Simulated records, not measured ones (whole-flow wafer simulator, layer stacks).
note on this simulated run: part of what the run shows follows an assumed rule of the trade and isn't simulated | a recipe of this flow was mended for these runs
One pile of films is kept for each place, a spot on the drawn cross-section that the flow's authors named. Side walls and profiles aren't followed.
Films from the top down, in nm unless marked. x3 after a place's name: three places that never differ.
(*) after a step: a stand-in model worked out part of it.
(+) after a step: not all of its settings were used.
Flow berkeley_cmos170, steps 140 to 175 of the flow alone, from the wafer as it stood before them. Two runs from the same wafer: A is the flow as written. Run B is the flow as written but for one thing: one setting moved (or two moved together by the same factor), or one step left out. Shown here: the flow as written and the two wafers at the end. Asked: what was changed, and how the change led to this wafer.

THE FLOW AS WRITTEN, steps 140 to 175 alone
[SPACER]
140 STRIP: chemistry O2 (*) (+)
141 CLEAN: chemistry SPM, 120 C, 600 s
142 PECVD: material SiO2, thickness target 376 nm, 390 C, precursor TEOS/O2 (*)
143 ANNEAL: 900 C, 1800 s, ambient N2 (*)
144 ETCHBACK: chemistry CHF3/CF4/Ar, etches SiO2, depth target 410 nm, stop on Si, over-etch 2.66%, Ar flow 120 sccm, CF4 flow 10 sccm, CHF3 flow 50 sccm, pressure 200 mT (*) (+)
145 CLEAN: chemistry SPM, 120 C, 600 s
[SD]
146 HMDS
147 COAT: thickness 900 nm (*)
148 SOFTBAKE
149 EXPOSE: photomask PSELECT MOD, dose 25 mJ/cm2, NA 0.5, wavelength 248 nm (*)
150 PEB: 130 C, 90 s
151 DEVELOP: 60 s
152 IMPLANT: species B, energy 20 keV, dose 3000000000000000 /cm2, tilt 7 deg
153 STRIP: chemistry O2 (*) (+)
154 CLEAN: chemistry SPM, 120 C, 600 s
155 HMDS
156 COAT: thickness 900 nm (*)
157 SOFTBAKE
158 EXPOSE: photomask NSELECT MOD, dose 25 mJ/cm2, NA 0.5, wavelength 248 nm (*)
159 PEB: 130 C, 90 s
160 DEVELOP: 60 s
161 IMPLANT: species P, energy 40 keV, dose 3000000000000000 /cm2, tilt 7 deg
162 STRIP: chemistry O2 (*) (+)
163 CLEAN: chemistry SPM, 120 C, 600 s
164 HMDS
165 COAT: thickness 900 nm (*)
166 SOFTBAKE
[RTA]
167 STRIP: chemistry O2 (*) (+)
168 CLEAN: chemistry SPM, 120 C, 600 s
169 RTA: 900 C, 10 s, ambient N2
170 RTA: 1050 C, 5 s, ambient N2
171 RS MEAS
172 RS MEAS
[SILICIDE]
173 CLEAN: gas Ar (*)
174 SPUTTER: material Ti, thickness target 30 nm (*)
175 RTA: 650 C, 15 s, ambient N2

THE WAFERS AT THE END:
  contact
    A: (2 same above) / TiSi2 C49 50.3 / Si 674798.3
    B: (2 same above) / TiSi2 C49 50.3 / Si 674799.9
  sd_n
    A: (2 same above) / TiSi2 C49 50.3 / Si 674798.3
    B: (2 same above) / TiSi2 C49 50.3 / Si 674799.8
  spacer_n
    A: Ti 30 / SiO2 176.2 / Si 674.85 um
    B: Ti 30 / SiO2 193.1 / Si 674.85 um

The cause: step 143, ANNEAL: 900 C, 1800 s, ambient N2 (*), was left out.

How the change led to this, step by step:
  144 ETCHBACK: chemistry CHF3/CF4/Ar, etches SiO2, depth target 410 nm, stop on Si, over-etch 2.66%, Ar flow 120 sccm, CF4 flow 10 sccm, CHF3 flow 50 sccm, pressure 200 mT (*) (+)
      mark, sd_n, sd_p, contact, m1, via1, m2, via2: A SiO2 -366 (all of it), Si -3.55 | B SiO2 -382.9 (all of it), Si -2.01
      gate_n, gate_p: A SiO2 -359.1 (all of it), chemical SiO2 -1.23 (all of it), poly-Si -3.55 | B SiO2 -376 (all of it), chemical SiO2 -1.23 (all of it), poly-Si -2.01
